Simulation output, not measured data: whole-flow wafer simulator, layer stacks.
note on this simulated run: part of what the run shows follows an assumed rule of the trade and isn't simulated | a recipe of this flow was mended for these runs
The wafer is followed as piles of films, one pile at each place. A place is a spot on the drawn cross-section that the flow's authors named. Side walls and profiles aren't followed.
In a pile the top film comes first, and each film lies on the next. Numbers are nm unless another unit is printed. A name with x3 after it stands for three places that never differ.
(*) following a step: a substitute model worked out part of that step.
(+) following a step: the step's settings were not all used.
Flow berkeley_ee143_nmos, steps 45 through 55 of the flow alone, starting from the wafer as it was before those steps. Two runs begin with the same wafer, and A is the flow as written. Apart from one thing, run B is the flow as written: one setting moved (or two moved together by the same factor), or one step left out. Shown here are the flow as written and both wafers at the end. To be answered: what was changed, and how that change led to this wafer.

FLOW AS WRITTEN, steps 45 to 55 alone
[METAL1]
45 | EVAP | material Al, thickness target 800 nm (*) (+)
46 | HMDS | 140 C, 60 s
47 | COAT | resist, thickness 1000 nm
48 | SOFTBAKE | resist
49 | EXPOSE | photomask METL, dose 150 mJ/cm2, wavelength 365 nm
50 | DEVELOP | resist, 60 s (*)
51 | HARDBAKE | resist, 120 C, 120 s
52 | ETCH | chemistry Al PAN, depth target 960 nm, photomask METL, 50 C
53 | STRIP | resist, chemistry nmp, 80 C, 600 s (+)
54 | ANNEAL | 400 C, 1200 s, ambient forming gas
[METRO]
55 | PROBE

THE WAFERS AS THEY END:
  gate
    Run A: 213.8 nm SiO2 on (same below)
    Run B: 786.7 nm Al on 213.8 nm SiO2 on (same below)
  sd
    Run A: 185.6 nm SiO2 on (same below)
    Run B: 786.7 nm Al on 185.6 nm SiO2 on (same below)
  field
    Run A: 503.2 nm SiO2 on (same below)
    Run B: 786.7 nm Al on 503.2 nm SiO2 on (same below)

Cause: step 52, ETCH: chemistry Al PAN, depth target 960 nm, photomask METL, 50 C, was omitted.

The path from the change to this, step by step:
  (no step that both runs have acts differently)
With metal films that touch counted as one body, gate has 1 body; the flow as written gives 0 bodies.
With metal films that touch counted as one body, sd has 1 body; the flow as written gives 0 bodies.
With metal films that touch counted as one body, field has 1 body; the flow as written gives 0 bodies.
